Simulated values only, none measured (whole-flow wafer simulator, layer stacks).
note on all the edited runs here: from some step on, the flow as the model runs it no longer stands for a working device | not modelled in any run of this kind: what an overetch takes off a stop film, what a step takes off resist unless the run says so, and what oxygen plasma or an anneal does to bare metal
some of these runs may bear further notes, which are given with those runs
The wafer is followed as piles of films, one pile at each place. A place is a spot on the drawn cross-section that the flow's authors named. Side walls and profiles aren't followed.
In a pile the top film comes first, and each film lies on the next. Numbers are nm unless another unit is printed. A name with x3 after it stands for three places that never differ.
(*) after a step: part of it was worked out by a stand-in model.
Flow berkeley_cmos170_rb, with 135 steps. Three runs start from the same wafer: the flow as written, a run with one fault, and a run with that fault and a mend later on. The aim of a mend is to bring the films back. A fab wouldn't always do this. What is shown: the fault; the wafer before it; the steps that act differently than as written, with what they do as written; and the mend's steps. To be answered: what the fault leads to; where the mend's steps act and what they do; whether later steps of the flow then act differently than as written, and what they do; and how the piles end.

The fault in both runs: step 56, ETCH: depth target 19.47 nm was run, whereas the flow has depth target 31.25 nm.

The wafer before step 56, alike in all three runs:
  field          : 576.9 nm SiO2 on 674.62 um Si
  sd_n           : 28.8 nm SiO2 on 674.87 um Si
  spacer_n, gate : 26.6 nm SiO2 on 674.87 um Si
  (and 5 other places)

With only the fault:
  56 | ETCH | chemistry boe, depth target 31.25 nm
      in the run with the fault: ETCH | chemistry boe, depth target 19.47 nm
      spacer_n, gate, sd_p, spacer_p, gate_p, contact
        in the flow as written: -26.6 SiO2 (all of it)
        in the run with the fault: -19.5 SiO2
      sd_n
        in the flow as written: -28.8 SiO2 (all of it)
        in the run with the fault: -19.5 SiO2
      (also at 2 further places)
  Later steps of the flow acting differently than as written (30 other steps are not shown; they differ only slightly, by no more than 2% or 0.5 nm, whichever is larger):
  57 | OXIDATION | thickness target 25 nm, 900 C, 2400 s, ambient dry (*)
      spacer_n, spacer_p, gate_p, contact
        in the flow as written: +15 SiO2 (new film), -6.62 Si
        in the run with the fault: +12.7 SiO2, -5.58 Si
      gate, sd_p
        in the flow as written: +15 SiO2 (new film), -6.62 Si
        in the run with the fault: +12.7 SiO2, -5.57 Si
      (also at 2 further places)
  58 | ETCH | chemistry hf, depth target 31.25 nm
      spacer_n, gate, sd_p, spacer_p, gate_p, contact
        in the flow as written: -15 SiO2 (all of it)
        in the run with the fault: -19.8 SiO2 (all of it)
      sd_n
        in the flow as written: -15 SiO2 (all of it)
        in the run with the fault: -21.5 SiO2 (all of it)
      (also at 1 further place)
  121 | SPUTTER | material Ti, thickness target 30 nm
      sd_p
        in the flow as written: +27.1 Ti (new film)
        in the run with the fault: +25.2 Ti (new film)
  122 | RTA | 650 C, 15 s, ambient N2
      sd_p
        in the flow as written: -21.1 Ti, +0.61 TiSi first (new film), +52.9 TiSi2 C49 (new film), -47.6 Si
        in the run with the fault: -19.7 Ti, +50 TiSi2 C49 (new film), -44.6 Si
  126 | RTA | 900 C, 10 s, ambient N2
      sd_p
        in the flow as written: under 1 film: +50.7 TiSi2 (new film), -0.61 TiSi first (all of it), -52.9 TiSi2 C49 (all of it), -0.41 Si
        in the run with the fault: under 1 film: +47.1 TiSi2 (new film), -50 TiSi2 C49 (all of it)
  The piles end different from the flow's at sd_p by more than 2% or 0.5 nm, whichever is larger.
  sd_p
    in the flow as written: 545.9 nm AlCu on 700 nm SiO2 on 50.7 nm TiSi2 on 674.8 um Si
    in the run with the fault: 541.4 nm AlCu on 700 nm SiO2 on 47.1 nm TiSi2 on 674.81 um Si

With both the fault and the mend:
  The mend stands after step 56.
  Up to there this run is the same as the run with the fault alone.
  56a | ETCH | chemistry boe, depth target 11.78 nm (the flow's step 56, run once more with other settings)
      spacer_n, spacer_p, gate_p, contact
        -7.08 SiO2 (all of it)
      gate, sd_p
        -7.16 SiO2 (all of it)
      field
        -11.8 SiO2
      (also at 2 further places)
  Later steps of the flow that are run all act as written at every place that is followed, up to a difference of at most 2% or 0.5 nm, whichever is larger.
  The piles end the same as the flow's at every place that both follow.
